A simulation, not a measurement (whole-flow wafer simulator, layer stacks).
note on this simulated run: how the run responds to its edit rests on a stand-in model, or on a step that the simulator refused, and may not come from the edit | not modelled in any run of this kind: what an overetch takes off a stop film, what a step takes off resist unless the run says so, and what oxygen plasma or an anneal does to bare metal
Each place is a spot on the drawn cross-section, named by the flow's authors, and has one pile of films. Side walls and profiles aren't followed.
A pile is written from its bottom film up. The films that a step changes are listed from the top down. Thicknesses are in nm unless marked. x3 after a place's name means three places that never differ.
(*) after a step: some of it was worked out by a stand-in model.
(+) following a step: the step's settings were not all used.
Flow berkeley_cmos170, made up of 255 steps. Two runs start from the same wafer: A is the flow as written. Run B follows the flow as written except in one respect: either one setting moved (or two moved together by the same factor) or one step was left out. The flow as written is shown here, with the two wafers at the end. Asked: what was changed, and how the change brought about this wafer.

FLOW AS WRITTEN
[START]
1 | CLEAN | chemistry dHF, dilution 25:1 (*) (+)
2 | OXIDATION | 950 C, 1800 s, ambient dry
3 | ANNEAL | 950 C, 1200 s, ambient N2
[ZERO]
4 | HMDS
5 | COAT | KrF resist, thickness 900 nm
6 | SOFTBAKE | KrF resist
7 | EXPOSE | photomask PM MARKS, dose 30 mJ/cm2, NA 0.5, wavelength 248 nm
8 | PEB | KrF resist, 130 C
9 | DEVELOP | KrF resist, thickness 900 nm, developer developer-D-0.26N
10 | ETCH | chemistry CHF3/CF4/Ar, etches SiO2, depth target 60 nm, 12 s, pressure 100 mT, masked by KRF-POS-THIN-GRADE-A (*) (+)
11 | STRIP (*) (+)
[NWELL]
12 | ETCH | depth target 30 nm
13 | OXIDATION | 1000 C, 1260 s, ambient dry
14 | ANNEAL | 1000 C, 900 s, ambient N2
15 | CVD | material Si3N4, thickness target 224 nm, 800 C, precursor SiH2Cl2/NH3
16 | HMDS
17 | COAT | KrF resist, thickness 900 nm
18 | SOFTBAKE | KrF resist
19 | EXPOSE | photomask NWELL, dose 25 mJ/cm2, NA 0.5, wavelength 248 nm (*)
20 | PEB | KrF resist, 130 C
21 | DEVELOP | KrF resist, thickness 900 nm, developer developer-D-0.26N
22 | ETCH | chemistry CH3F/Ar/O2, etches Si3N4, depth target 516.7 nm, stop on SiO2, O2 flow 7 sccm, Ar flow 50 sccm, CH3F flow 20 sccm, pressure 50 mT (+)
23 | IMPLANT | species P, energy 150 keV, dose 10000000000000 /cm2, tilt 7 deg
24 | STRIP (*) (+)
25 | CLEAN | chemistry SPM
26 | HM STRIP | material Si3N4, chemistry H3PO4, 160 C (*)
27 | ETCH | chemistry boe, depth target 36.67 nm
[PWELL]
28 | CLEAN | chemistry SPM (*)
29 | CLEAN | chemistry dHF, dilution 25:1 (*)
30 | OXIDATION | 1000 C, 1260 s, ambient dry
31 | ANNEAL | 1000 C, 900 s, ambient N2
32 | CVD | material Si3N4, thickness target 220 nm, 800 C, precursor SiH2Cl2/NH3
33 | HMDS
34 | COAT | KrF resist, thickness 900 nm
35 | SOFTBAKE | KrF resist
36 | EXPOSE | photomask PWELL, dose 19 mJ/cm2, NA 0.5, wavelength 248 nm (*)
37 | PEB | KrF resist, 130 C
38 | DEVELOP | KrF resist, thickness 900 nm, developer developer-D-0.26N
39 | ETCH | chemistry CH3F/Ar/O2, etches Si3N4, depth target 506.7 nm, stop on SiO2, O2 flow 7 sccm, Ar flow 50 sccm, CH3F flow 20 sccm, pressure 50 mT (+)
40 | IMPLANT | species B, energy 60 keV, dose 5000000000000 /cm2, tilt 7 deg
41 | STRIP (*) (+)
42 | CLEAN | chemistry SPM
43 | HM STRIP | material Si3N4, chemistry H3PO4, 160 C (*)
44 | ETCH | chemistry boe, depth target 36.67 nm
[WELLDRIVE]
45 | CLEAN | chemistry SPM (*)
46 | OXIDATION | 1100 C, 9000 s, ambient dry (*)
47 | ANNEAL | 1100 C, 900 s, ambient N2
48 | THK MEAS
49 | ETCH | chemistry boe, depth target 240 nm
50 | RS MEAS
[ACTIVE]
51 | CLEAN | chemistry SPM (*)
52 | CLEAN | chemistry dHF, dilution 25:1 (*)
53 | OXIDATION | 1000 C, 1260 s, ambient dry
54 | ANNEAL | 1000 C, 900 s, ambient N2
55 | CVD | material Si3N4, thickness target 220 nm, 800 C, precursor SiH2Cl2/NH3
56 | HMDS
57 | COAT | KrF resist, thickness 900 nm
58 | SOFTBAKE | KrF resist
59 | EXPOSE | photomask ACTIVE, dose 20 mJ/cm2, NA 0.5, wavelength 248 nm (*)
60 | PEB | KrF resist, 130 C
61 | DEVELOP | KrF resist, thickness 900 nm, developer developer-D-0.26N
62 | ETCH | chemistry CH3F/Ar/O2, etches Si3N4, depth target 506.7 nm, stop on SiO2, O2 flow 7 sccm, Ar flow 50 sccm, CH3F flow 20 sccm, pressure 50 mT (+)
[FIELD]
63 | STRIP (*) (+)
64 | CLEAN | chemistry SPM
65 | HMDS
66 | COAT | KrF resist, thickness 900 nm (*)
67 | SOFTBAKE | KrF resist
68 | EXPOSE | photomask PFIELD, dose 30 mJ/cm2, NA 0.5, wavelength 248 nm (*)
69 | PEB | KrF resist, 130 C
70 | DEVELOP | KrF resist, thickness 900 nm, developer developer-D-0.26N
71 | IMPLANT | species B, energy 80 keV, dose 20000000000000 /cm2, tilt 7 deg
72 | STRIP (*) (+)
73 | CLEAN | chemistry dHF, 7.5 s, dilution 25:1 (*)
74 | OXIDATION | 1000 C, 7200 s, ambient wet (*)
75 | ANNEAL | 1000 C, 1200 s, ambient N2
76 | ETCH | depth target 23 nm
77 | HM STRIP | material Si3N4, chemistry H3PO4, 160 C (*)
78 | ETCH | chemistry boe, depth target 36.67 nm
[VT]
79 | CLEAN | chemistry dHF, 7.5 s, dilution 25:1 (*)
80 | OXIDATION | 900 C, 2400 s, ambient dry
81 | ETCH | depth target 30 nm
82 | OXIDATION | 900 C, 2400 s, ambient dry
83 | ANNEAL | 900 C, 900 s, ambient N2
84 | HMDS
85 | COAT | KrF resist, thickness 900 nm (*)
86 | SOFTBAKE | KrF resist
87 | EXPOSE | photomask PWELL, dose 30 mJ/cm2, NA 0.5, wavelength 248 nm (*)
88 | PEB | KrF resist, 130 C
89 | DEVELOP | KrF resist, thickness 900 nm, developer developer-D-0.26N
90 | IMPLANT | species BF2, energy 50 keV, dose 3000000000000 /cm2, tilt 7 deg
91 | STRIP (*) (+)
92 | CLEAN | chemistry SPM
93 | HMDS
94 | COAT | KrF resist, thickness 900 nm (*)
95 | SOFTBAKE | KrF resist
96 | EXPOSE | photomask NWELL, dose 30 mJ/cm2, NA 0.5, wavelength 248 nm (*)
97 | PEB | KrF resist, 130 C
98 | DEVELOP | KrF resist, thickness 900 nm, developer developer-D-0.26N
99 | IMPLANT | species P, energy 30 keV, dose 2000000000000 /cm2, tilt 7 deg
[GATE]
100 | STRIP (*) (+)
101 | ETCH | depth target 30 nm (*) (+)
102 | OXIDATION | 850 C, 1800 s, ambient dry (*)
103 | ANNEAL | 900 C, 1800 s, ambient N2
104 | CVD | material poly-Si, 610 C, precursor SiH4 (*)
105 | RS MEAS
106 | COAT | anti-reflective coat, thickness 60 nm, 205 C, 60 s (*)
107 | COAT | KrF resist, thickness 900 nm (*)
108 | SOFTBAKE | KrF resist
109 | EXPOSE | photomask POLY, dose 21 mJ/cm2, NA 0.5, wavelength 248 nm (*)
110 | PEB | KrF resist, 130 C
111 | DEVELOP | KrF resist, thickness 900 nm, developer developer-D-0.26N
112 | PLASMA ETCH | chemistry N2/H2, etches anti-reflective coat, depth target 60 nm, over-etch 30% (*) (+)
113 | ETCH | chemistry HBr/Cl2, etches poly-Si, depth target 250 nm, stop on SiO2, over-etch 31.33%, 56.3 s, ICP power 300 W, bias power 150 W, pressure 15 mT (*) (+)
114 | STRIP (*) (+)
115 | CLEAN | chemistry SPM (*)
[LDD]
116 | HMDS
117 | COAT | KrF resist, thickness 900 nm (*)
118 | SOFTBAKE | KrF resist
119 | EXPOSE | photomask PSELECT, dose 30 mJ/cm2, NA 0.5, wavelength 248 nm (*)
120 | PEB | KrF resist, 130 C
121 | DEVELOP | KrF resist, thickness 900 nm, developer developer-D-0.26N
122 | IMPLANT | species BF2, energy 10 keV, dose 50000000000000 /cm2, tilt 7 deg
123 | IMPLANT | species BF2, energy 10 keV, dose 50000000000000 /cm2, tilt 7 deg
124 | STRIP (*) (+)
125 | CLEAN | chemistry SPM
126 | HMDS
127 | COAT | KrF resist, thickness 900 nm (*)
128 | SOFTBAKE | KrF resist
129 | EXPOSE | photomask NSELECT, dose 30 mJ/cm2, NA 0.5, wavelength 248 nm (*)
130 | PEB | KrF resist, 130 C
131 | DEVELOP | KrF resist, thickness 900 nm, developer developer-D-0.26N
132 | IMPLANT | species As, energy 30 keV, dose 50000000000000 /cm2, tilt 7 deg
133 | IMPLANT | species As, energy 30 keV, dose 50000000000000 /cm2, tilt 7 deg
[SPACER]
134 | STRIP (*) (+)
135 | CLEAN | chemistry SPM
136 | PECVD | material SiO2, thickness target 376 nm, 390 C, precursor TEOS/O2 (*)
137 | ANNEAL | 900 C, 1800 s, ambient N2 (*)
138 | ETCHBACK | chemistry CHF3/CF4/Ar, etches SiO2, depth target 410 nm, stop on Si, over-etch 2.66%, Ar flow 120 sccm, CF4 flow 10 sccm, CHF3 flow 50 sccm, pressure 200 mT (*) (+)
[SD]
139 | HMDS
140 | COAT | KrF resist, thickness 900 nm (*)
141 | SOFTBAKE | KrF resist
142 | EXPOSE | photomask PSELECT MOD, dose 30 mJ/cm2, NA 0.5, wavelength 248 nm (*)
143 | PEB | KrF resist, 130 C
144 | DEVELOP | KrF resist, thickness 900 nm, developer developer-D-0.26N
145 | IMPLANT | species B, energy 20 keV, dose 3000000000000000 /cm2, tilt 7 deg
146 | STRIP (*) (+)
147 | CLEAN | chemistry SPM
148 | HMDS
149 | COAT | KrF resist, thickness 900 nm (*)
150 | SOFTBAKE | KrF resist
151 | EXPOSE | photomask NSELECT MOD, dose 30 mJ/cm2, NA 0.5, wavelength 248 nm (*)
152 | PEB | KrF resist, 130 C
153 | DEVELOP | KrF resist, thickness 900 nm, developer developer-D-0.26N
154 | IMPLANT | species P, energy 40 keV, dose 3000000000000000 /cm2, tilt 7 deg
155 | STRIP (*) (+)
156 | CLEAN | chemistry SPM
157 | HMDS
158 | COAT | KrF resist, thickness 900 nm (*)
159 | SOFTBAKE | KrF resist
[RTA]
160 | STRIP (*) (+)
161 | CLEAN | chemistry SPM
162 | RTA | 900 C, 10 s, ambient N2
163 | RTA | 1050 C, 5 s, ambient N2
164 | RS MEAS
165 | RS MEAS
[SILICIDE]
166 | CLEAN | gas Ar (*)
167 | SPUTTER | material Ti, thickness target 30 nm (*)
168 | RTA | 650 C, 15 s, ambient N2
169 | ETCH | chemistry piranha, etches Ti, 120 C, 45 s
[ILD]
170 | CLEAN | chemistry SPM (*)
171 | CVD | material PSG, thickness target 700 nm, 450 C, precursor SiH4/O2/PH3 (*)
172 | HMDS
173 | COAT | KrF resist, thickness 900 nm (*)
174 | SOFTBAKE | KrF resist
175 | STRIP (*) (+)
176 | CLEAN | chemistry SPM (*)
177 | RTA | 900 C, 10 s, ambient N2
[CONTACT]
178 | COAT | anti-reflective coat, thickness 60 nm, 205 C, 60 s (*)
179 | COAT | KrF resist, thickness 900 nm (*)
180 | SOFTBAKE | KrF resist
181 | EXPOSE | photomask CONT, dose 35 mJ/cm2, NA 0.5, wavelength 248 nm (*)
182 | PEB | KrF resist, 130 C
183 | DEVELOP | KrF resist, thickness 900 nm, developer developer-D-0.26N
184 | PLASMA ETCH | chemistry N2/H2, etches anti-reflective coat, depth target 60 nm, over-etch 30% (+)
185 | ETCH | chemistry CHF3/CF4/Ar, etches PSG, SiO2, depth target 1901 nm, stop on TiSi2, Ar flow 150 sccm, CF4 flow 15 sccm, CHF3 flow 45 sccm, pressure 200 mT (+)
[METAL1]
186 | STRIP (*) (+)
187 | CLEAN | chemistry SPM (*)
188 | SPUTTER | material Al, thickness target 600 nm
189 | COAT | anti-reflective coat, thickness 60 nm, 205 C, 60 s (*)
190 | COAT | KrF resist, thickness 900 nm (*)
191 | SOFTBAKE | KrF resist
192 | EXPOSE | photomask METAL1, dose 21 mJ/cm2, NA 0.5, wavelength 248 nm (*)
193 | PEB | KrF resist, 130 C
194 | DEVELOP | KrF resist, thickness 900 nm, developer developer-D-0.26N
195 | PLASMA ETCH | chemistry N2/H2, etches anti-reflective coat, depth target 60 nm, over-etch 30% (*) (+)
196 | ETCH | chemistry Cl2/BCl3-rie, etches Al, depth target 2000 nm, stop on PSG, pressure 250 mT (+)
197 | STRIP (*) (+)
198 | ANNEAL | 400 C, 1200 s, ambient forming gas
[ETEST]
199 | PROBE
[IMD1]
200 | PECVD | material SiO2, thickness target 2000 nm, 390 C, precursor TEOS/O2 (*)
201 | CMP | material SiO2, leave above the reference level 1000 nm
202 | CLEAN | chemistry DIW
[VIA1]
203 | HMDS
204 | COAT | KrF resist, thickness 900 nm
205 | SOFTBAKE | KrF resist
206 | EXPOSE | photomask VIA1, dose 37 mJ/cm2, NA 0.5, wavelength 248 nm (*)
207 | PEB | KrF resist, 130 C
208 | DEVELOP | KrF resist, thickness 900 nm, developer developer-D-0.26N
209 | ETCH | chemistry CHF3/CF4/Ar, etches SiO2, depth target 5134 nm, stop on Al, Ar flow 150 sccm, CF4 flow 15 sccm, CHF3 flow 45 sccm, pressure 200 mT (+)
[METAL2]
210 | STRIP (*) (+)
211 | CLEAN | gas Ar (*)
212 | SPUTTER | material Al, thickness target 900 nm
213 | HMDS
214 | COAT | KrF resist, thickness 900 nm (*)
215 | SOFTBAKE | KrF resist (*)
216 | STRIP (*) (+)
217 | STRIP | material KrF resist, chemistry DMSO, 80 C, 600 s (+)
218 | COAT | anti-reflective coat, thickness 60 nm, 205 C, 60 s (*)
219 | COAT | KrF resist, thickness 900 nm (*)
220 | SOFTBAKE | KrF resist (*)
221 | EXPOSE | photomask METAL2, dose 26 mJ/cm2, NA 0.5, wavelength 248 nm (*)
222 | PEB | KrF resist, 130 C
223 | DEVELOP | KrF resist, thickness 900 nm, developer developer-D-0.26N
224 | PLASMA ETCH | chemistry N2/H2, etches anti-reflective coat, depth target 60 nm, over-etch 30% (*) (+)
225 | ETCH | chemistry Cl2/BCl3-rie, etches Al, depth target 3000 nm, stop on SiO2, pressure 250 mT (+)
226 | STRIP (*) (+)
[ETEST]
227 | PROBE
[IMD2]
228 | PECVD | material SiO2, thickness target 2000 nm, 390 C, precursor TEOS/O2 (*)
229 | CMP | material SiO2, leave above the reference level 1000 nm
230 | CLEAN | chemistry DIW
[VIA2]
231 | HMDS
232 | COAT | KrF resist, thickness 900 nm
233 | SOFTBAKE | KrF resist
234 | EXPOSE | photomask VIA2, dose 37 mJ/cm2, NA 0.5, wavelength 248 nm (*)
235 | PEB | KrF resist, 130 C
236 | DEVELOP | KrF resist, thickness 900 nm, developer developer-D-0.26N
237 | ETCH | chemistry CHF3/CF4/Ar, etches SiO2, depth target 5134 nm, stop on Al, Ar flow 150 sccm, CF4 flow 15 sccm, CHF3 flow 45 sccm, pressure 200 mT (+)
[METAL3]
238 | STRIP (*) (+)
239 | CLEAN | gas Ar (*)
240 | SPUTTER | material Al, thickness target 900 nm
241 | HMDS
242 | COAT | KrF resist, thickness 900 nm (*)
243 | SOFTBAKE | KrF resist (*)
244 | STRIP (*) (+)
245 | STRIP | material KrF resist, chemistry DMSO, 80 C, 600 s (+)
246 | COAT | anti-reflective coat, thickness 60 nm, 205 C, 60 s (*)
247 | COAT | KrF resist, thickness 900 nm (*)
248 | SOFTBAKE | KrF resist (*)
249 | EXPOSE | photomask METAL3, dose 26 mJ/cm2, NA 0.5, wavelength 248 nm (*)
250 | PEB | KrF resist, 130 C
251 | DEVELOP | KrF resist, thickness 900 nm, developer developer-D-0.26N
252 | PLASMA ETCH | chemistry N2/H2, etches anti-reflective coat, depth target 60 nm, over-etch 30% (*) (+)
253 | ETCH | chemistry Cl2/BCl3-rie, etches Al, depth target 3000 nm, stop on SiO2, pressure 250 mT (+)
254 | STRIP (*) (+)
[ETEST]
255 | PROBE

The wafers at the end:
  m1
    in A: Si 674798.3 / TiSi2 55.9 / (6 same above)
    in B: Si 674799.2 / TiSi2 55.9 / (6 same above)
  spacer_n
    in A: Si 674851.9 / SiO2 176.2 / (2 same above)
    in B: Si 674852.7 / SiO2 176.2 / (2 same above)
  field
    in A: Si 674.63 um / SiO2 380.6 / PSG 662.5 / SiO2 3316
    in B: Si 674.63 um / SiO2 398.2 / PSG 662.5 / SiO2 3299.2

What caused this: step 78, ETCH: depth target 18.92 nm was run, though the flow has depth target 36.67 nm.

How this came from the change, step by step:
  78 | ETCH | chemistry boe, depth target 36.67 nm
      sd_n, spacer_n, gate_n and 8 more: A -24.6 SiO2 (all of it) | B -18.9 SiO2
      field: A -36.7 SiO2 | B -18.9 SiO2
  79 | CLEAN | chemistry dHF, 7.5 s, dilution 25:1 (*)
      sd_n, spacer_n, gate_n and 8 more: A nothing | B -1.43 SiO2
  80 | OXIDATION | 900 C, 2400 s, ambient dry
      sd_n, spacer_n, gate_n and 8 more: A +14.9 SiO2 (new film), -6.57 Si | B +12.9 SiO2, -5.69 Si
  81 | ETCH | depth target 30 nm
      spacer_n, gate_n, spacer_p and 6 more: A -14.9 SiO2 (all of it) | B -17.1 SiO2 (all of it)
      sd_n, sd_p: A -14.9 SiO2 (all of it) | B -17.2 SiO2 (all of it)
  106 | COAT | anti-reflective coat, thickness 60 nm, 205 C, 60 s (*)
      field: A +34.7 anti-reflective coat (new film) | B +35.6 anti-reflective coat (new film)
      sd_n: A +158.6 anti-reflective coat (new film) | B +175.2 anti-reflective coat (new film)
      (as well as at 7 more places)
  112 | PLASMA ETCH | chemistry N2/H2, etches anti-reflective coat, depth target 60 nm, over-etch 30% (*) (+)
      field: A -34.7 anti-reflective coat (all of it), -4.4 poly-Si | B -35.6 anti-reflective coat (all of it), -4.93 poly-Si
      sd_n: A -158.6 anti-reflective coat (all of it), -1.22 poly-Si | B -175.2 anti-reflective coat (all of it), -1.35 poly-Si
      (as well as at 8 more places)
  114 | STRIP (*) (+)
      gate_n: A +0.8 chemical SiO2 (new film), -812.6 KrF resist (all of it), -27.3 anti-reflective coat (all of it), -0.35 poly-Si | B +0.8 chemical SiO2 (new film), -828.3 KrF resist (all of it), -23.3 anti-reflective coat (all of it), -0.35 poly-Si
      gate_p: A +0.8 chemical SiO2 (new film), -782.1 KrF resist (all of it), -29.6 anti-reflective coat (all of it), -0.35 poly-Si | B +0.8 chemical SiO2 (new film), -790.7 KrF resist (all of it), -27.5 anti-reflective coat (all of it), -0.35 poly-Si
  178 | COAT | anti-reflective coat, thickness 60 nm, 205 C, 60 s (*)
      sd_n: A +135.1 anti-reflective coat (new film) | B +145.8 anti-reflective coat (new film)
      gate_n: A +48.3 anti-reflective coat (new film) | B +49.3 anti-reflective coat (new film)
      (as well as at 1 more place)
  186 | STRIP (*) (+)
      sd_n: A -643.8 KrF resist (all of it), -135.1 anti-reflective coat (all of it) | B -642.1 KrF resist (all of it), -145.8 anti-reflective coat (all of it)
      gate_n: A -553.1 KrF resist (all of it), -48.3 anti-reflective coat (all of it) | B -561.2 KrF resist (all of it), -49.3 anti-reflective coat (all of it)
      (as well as at 1 more place)
  189 | COAT | anti-reflective coat, thickness 60 nm, 205 C, 60 s (*)
      gate_n: A +48 anti-reflective coat (new film) | B +49.2 anti-reflective coat (new film)
      sd_p: A +86.5 anti-reflective coat (new film) | B +89.1 anti-reflective coat (new film)
      (as well as at 2 more places)
  195 | PLASMA ETCH | chemistry N2/H2, etches anti-reflective coat, depth target 60 nm, over-etch 30% (*) (+)
      contact, m1, via1, m2, via2: A -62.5 KrF resist | B -64.3 KrF resist
      gate_n: A -48 anti-reflective coat (all of it) | B -49.2 anti-reflective coat (all of it)
      (as well as at 2 more places)
  197 | STRIP (*) (+)
      m2: A -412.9 KrF resist (all of it), -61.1 anti-reflective coat (all of it) | B -417.9 KrF resist (all of it), -58.8 anti-reflective coat (all of it)
  201 | CMP | material SiO2, leave above the reference level 1000 nm
      field: A -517 SiO2 | B -533.8 SiO2
